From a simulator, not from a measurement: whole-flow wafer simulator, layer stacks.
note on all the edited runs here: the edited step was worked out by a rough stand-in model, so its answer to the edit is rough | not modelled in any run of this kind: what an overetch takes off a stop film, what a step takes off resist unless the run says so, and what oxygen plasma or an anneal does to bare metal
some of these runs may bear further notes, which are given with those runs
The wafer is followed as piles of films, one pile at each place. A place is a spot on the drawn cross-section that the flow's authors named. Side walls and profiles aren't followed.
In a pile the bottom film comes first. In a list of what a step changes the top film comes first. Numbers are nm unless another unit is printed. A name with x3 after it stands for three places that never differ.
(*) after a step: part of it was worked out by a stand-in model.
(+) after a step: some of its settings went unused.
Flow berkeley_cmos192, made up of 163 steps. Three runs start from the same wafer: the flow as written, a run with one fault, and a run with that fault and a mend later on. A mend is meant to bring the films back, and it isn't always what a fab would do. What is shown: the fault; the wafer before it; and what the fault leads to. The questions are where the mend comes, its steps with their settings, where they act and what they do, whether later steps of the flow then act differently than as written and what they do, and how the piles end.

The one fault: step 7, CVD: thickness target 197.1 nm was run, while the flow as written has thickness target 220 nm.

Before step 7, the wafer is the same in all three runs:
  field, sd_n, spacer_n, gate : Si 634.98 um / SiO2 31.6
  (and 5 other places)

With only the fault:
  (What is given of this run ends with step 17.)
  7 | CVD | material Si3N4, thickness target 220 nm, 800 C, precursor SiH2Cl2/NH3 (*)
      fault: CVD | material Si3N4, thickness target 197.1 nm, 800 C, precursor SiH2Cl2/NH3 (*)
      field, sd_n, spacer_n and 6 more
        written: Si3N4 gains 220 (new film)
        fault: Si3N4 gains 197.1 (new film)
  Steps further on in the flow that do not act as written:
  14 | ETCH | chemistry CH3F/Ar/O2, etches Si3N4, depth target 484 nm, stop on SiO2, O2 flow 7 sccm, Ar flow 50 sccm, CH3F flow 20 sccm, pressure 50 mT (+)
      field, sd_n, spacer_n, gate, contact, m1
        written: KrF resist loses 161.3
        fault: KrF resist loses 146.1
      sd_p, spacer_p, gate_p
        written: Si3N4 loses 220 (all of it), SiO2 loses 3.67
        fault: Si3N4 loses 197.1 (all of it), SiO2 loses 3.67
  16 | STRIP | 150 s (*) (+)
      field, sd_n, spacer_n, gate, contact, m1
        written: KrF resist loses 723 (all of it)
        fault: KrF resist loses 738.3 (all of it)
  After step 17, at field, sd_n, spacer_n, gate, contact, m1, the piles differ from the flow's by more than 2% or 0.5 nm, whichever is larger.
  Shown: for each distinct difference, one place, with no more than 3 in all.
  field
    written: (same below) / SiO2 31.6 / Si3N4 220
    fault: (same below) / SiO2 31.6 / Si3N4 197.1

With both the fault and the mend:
  The mend follows step 13.
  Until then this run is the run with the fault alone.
  13a | STRIP | 150 s (*) (+)
      field, sd_n, spacer_n, gate, contact, m1
        KrF resist loses 884.4 (all of it)
  13b | CLEAN | chemistry SC1/SC2 (*) (the flow's step 1 again)
      does not change any film at any place that is followed
  13c | CVD | material Si3N4, thickness target 22.88 nm, 800 C, precursor SiH2Cl2/NH3 (*) (the flow's step 7 again, with other settings)
      field, sd_n, spacer_n and 6 more
        Si3N4 gains 22.9
  13d | HMDS (the flow's step 8 again)
      does not change any film at any place that is followed
  13e | COAT | KrF resist, thickness 900 nm (the flow's step 9 again)
      field, sd_n, spacer_n and 6 more
        KrF resist gains 900 (new film)
  13f | SOFTBAKE | KrF resist (the flow's step 10 again)
      does not change any film at any place that is followed
  13g | EXPOSE | photomask NWELL, dose 25 mJ/cm2, NA 0.5, wavelength 248 nm (*) (the flow's step 11 again)
      does not change any film at any place that is followed
  13h | PEB | KrF resist, 130 C, 60 s (the flow's step 12 again)
      field, sd_n, spacer_n and 6 more
        KrF resist loses 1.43
  13i | DEVELOP | KrF resist, thickness 900 nm, developer developer-D-0.26N, 45 s (the flow's step 13 again)
      field, sd_n, spacer_n, gate, contact, m1
        KrF resist loses 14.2
      sd_p, spacer_p, gate_p
        KrF resist loses 898.6 (all of it)
  None of the later steps of the flow acts differently than as written at any place that is followed.
  At every place that both follow, the piles at the end match the flow's.
